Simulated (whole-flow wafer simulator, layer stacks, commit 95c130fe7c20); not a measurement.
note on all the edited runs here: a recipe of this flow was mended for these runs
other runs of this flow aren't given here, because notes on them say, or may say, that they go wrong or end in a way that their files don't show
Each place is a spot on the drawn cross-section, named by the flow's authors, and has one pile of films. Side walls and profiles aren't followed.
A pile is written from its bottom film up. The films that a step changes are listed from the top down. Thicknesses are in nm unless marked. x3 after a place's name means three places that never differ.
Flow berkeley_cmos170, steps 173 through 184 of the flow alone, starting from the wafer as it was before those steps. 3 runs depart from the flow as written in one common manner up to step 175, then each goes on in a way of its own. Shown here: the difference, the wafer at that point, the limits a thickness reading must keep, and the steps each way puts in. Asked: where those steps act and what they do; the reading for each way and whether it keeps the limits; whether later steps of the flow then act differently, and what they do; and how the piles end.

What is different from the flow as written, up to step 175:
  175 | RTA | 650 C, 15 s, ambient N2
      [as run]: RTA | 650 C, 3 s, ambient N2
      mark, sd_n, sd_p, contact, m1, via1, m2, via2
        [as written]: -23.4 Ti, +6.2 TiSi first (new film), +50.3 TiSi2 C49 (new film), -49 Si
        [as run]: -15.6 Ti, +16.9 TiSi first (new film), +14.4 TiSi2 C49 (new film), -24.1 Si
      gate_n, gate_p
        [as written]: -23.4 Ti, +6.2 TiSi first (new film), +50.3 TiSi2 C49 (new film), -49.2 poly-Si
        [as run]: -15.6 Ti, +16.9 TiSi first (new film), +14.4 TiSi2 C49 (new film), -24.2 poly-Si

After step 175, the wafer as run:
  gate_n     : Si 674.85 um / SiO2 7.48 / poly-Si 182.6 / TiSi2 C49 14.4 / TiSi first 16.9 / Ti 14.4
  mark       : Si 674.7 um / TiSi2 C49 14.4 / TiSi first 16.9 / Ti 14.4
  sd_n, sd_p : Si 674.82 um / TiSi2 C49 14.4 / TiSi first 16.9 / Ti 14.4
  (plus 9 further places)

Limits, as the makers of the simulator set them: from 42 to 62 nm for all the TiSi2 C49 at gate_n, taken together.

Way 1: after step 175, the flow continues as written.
  Reading after step 175: 14.4 nm, not within the limits.
  Steps further on in the flow that do not act as written (2 more steps, not shown, differ only slightly: by at most 2% or 0.5 nm, whichever is larger):
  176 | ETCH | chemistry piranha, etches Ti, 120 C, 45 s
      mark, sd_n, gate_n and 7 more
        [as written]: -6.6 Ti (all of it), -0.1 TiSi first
        [this way]: -14.4 Ti (all of it), -0.1 TiSi first
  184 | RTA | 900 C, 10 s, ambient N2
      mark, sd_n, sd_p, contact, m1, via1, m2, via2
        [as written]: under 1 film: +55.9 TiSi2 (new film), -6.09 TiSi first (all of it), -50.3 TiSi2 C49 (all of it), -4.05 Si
        [this way]: under 1 film: +37.1 TiSi2 (new film), -16.8 TiSi first (all of it), -14.4 TiSi2 C49 (all of it), -11.2 Si
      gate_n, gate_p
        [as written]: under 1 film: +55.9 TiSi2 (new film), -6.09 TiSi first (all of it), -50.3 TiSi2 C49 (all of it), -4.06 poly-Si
        [this way]: under 1 film: +37.1 TiSi2 (new film), -16.8 TiSi first (all of it), -14.4 TiSi2 C49 (all of it), -11.2 poly-Si
  By the end, the piles at mark, sd_n, gate_n and 7 more depart from the flow's by more than 2% or 0.5 nm, whichever is larger.
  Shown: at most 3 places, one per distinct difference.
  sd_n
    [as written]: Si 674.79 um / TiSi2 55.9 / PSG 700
    [this way]: Si 674.81 um / TiSi2 37.1 / PSG 700
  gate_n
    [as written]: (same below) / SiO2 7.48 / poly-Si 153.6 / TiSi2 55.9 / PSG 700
    [this way]: (same below) / SiO2 7.48 / poly-Si 171.4 / TiSi2 37.1 / PSG 700
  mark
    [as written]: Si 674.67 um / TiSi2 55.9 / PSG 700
    [this way]: Si 674.69 um / TiSi2 37.1 / PSG 700

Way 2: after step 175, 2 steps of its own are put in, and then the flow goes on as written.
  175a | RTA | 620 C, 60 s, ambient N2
      mark, sd_n, sd_p, contact, m1, via1, m2, via2
        -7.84 Ti, -16.9 TiSi first (all of it), +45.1 TiSi2 C49, -29 Si
      gate_n, gate_p
        -7.84 Ti, -16.9 TiSi first (all of it), +45.1 TiSi2 C49, -29.1 poly-Si
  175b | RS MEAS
      alters no film at any place that is followed
  Reading after step 175b: 59.5 nm, inside the limits.
  Steps further on in the flow that do not act as written (3 more steps, not shown, differ only slightly: by at most 2% or 0.5 nm, whichever is larger):
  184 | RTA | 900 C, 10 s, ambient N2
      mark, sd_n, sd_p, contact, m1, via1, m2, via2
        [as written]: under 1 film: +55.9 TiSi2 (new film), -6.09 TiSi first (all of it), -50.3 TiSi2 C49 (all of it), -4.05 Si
        [this way]: under 1 film: +55.9 TiSi2 (new film), -59.4 TiSi2 C49 (all of it)
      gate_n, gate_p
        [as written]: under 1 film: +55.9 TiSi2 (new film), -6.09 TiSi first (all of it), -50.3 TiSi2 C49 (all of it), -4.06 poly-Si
        [this way]: under 1 film: +55.9 TiSi2 (new film), -59.4 TiSi2 C49 (all of it)
  The piles end only slightly different from the flow's at the places that both follow, by no more than 2% or 0.5 nm, whichever is larger.

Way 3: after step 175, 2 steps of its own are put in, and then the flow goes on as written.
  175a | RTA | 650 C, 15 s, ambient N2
      mark, sd_n, sd_p, contact, m1, via1, m2, via2
        -7.84 Ti, -16.9 TiSi first (all of it), +45.1 TiSi2 C49, -29 Si
      gate_n, gate_p
        -7.84 Ti, -16.9 TiSi first (all of it), +45.1 TiSi2 C49, -29.1 poly-Si
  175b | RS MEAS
      alters no film at any place that is followed
  Reading after step 175b: 59.5 nm, inside the limits.
  Steps further on in the flow that do not act as written (3 more steps, not shown, differ only slightly: by at most 2% or 0.5 nm, whichever is larger):
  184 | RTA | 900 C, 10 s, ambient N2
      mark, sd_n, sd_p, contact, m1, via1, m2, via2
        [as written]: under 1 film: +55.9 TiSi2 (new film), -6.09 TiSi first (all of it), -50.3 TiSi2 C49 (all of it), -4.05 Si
        [this way]: under 1 film: +55.9 TiSi2 (new film), -59.4 TiSi2 C49 (all of it)
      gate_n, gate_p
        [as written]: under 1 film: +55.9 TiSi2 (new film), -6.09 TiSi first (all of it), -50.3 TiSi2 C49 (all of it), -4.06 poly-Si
        [this way]: under 1 film: +55.9 TiSi2 (new film), -59.4 TiSi2 C49 (all of it)
  The piles end only slightly different from the flow's at the places that both follow, by no more than 2% or 0.5 nm, whichever is larger.

The limits are kept by: way 2, way 3. They are not kept by: way 1.
